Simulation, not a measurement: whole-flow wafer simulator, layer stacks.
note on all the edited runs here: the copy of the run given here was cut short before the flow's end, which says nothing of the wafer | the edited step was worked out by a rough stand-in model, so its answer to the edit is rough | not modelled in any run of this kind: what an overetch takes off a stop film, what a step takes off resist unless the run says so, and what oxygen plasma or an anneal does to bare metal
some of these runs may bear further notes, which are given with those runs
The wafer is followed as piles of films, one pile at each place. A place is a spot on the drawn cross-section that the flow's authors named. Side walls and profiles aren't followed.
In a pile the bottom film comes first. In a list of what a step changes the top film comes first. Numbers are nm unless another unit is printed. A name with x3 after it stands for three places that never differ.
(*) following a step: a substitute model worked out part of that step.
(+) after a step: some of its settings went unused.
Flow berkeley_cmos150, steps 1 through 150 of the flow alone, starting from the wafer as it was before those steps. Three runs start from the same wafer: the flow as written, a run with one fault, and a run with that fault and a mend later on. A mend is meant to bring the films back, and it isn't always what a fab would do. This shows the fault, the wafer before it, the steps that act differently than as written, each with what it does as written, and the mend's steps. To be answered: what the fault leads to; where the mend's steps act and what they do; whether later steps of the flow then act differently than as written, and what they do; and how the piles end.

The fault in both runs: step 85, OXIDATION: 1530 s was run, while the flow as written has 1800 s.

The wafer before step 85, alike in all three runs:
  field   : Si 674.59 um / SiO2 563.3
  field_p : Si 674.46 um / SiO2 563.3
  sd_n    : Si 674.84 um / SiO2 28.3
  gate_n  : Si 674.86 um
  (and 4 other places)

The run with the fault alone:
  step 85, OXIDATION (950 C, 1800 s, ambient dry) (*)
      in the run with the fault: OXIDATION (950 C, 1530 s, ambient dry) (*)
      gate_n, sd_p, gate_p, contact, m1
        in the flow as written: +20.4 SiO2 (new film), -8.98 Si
        in the run with the fault: +18.5 SiO2 (new film), -8.14 Si
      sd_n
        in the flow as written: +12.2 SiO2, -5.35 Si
        in the run with the fault: +10.6 SiO2, -4.66 Si
  Steps later in the flow that act otherwise than as written (21 other steps are not shown; they differ only slightly, by no more than 2% or 0.5 nm, whichever is larger):
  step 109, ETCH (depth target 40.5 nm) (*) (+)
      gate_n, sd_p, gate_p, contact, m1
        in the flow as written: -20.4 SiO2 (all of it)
        in the run with the fault: -18.5 SiO2 (all of it)
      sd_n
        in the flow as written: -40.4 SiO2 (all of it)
        in the run with the fault: -38.9 SiO2 (all of it)
  At the end the piles are close to the flow's at the places that both follow, differing by at most 2% or 0.5 nm, whichever is larger.

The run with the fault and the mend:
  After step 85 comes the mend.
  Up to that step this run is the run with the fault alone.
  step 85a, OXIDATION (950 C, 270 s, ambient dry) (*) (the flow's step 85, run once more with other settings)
      gate_n, sd_p, gate_p, contact, m1
        +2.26 SiO2, -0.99 Si
      field, field_p
        +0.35 SiO2, -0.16 Si
      sd_n
        +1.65 SiO2, -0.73 Si
  Later steps of the flow that are run all act as written at every place that is followed, up to a difference of at most 2% or 0.5 nm, whichever is larger.
  At the end the piles are close to the flow's at the places that both follow, differing by at most 2% or 0.5 nm, whichever is larger.
